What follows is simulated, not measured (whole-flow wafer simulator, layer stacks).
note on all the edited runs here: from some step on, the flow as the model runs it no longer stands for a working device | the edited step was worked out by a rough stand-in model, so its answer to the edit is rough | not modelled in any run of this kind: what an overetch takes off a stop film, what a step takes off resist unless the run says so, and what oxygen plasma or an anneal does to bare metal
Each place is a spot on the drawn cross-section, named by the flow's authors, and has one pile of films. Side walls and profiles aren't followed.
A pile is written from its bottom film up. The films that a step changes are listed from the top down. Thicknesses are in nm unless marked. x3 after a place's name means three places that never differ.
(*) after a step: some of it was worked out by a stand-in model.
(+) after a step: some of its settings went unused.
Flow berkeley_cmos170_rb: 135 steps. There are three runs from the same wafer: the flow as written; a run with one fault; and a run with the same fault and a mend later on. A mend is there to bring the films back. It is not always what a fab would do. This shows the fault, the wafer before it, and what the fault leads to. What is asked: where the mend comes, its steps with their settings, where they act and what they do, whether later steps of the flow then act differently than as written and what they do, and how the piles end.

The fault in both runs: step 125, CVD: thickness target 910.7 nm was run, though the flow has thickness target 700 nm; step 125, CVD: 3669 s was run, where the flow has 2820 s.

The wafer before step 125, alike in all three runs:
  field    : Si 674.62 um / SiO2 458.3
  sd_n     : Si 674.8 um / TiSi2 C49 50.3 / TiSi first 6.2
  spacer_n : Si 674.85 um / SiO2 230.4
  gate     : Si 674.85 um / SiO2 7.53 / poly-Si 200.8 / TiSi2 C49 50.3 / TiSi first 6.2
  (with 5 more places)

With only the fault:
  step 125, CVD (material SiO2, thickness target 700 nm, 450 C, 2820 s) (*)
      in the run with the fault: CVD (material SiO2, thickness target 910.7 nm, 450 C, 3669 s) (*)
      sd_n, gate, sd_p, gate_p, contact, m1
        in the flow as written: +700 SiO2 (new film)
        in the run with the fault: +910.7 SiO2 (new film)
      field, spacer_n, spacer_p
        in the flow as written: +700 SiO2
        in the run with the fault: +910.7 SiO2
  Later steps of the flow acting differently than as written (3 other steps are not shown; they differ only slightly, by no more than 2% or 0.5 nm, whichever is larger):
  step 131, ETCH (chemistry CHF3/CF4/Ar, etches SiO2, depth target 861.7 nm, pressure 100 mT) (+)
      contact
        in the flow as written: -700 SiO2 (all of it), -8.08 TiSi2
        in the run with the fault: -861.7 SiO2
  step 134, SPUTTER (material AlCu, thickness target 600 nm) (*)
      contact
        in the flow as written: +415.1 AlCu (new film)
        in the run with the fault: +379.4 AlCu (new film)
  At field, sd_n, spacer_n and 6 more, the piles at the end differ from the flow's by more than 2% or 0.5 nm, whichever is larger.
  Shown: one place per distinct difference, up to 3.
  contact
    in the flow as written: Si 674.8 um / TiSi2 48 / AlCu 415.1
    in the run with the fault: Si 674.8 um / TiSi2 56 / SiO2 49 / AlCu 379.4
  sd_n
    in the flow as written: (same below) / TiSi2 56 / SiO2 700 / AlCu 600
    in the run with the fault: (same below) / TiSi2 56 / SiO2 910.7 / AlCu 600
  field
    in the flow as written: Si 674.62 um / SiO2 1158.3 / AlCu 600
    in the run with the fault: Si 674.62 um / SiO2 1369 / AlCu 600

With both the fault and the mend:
  The mend stands after step 125.
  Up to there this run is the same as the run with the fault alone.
  step 125a, ETCH (chemistry boe, depth target 207.7 nm)
      field, sd_n, spacer_n and 6 more
        -207.7 SiO2
  None of the later steps of the flow differs from how it acts as written, at any place that is followed, by more than 2% or 0.5 nm, whichever is larger.
  When the end is reached, the piles differ only a little from the flow's at the places that both follow, at most by 2% or 0.5 nm, whichever is larger.
